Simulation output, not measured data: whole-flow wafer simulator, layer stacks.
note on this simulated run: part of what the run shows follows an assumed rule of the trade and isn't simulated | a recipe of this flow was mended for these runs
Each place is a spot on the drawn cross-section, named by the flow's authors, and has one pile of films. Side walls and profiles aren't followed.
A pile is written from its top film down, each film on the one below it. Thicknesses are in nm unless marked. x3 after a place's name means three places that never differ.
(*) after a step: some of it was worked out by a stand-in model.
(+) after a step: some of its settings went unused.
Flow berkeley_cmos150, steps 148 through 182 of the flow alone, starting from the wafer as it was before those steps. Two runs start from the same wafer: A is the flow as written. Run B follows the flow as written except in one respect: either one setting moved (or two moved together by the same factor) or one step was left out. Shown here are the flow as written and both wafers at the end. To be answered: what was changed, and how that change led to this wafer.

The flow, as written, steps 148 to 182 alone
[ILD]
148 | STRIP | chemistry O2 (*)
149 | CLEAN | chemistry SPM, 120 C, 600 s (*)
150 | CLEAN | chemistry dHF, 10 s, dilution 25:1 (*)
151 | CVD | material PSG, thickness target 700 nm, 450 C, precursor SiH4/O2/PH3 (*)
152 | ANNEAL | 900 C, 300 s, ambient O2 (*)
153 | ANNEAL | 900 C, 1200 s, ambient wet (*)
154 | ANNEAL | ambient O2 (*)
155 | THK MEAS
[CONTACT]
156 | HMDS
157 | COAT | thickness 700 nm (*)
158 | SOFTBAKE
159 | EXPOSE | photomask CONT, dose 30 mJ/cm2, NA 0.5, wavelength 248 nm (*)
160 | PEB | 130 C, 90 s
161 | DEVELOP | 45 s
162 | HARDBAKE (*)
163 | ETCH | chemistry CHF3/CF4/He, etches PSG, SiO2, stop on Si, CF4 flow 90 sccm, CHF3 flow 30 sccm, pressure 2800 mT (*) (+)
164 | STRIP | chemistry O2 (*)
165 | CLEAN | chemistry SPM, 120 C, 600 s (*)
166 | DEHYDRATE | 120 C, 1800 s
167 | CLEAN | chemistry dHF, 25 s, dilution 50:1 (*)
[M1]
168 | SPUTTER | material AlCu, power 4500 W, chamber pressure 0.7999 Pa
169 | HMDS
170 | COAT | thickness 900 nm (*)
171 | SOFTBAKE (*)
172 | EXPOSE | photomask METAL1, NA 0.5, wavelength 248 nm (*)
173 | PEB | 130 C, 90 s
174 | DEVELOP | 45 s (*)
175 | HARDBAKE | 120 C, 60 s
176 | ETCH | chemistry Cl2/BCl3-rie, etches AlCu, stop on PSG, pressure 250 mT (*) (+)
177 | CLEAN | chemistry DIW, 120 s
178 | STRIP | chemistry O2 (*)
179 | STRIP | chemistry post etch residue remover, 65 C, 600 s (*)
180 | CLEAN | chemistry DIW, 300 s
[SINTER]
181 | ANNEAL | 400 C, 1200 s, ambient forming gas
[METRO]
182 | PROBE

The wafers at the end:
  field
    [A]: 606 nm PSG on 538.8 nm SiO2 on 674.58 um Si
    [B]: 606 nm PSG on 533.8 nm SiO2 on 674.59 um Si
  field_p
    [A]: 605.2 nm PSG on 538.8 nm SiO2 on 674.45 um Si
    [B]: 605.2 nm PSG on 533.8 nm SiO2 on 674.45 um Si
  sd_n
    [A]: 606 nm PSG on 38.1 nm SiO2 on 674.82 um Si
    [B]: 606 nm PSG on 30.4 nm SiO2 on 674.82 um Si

What caused this: step 153, ANNEAL: 866 C was run, whereas the flow has 900 C.

The path from the change to this, step by step:
  153 | ANNEAL | 900 C, 1200 s, ambient wet (*)
      sd_n, contact, m1: A PSG loses 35, SiO2 gains 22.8, Si loses 10 | B PSG loses 35, SiO2 gains 15, Si loses 6.62
      field, field_p: A PSG loses 35, SiO2 gains 16.3, Si loses 7.15 | B PSG loses 35, SiO2 gains 11.3, Si loses 4.96
      (as well as at 3 more places)
  163 | ETCH | chemistry CHF3/CF4/He, etches PSG, SiO2, stop on Si, CF4 flow 90 sccm, CHF3 flow 30 sccm, pressure 2800 mT (*) (+)
      contact: A PSG loses 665 (all of it), SiO2 loses 38.1 (all of it), Si loses 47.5 | B PSG loses 665 (all of it), SiO2 loses 30.4 (all of it), Si loses 47.5
  176 | ETCH | chemistry Cl2/BCl3-rie, etches AlCu, stop on PSG, pressure 250 mT (*) (+)
      gate_p: A AlCu loses 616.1 (all of it), PSG loses 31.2 | B AlCu loses 609.8 (all of it), PSG loses 32
